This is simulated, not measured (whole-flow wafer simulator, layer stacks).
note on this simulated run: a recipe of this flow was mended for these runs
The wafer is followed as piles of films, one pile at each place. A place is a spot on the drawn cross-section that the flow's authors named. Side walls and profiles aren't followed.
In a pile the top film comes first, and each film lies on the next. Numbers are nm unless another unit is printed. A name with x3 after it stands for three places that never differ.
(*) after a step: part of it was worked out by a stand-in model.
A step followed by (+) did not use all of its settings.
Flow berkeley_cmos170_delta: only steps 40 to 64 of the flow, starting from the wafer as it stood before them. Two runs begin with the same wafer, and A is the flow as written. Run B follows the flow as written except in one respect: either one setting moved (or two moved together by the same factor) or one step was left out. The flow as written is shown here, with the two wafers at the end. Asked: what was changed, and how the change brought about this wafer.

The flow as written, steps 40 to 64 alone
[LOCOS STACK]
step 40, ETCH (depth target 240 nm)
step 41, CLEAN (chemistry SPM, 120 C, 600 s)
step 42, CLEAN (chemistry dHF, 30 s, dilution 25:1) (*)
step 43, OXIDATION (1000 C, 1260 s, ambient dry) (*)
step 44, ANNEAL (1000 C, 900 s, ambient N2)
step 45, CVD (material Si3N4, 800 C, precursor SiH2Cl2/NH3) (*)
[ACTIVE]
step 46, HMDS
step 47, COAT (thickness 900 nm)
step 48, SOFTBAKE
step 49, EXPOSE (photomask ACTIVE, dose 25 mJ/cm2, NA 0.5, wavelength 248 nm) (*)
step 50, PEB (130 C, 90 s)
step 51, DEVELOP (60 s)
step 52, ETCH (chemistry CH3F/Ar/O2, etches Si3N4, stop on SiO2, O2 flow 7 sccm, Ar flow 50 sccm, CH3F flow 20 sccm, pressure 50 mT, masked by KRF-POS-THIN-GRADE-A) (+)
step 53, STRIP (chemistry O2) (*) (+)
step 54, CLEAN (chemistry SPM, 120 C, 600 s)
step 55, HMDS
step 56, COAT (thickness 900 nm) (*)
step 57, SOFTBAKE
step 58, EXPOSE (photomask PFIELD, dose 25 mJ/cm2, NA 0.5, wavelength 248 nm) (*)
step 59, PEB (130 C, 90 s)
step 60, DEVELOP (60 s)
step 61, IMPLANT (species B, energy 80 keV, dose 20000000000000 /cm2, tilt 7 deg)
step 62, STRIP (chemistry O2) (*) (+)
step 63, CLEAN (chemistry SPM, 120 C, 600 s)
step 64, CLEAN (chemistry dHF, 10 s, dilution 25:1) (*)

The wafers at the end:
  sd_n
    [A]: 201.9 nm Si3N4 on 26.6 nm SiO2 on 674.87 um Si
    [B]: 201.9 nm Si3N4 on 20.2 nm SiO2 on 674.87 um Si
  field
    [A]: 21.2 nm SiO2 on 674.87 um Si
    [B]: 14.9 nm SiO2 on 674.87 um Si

Cause: step 43, OXIDATION: 756 s was run, whereas the flow has 1260 s.

Step by step, how the change led to this:
  step 43, OXIDATION (1000 C, 1260 s, ambient dry) (*)
      field, sd_n, spacer_n and 6 more: A SiO2 gains 26.6 (new film), Si loses 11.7 | B SiO2 gains 20.2 (new film), Si loses 8.91
